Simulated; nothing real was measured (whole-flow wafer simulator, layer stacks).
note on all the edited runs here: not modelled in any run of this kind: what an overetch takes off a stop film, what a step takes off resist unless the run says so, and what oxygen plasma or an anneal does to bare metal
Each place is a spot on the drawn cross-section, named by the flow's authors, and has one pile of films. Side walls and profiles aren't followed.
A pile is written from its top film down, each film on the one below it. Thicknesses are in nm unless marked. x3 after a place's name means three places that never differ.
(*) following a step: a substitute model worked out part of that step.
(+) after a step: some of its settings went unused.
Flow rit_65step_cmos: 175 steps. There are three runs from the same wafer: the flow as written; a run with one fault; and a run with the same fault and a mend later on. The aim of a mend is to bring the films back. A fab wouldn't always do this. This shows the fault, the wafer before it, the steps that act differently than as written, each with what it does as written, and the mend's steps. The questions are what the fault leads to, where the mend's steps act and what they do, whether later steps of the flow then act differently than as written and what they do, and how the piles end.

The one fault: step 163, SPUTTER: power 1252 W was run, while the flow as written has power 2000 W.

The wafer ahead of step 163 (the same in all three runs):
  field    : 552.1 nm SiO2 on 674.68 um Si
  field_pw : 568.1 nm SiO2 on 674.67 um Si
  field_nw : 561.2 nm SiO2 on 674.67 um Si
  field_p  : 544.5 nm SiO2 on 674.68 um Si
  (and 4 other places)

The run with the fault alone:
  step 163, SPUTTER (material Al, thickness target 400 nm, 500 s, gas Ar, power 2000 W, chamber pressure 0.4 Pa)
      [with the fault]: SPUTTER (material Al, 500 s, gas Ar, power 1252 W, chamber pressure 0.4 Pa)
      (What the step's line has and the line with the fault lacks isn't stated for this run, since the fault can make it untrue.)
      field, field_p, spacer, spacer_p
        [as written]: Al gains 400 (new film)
        [with the fault]: Al gains 250.4 (new film)
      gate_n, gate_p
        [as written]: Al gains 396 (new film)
        [with the fault]: Al gains 250.4 (new film)
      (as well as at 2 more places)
  Steps further on in the flow that do not act as written (3 other steps are not shown; they differ only slightly, by no more than 2% or 0.5 nm, whichever is larger):
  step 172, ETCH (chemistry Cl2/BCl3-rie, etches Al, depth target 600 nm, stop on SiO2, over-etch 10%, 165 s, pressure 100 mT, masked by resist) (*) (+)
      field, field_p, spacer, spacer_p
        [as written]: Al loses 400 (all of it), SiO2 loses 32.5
        [with the fault]: Al loses 250.4 (all of it), SiO2 loses 51.2
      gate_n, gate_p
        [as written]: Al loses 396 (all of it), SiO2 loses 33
        [with the fault]: Al loses 250.4 (all of it), SiO2 loses 51.2
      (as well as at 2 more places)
  The piles end different from the flow's at field, field_pw, field_nw, field_p, gate_n, gate_p, spacer, spacer_p by more than 2% or 0.5 nm, whichever is larger.
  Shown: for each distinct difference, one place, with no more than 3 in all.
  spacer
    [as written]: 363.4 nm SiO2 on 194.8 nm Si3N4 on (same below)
    [with the fault]: 344.7 nm SiO2 on 194.8 nm Si3N4 on (same below)
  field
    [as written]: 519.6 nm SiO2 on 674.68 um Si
    [with the fault]: 500.9 nm SiO2 on 674.68 um Si
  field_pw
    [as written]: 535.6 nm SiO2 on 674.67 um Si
    [with the fault]: 516.9 nm SiO2 on 674.67 um Si

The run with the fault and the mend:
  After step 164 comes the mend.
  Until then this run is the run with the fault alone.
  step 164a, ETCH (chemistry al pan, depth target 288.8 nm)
      field, field_p, gate_n, gate_p, spacer, spacer_p
        Al loses 250.4 (all of it)
      field_pw, field_nw
        Al loses 250.2 (all of it)
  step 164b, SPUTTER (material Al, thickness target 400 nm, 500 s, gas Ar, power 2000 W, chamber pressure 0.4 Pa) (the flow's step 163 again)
      field, field_pw, field_p, spacer, spacer_p
        Al gains 400 (new film)
      gate_n, gate_p
        Al gains 396 (new film)
      field_nw
        Al gains 397.2 (new film)
  Every later step of the flow that is run acts as written at every place that is followed.
  The piles end the same as the flow's at every place that both follow.
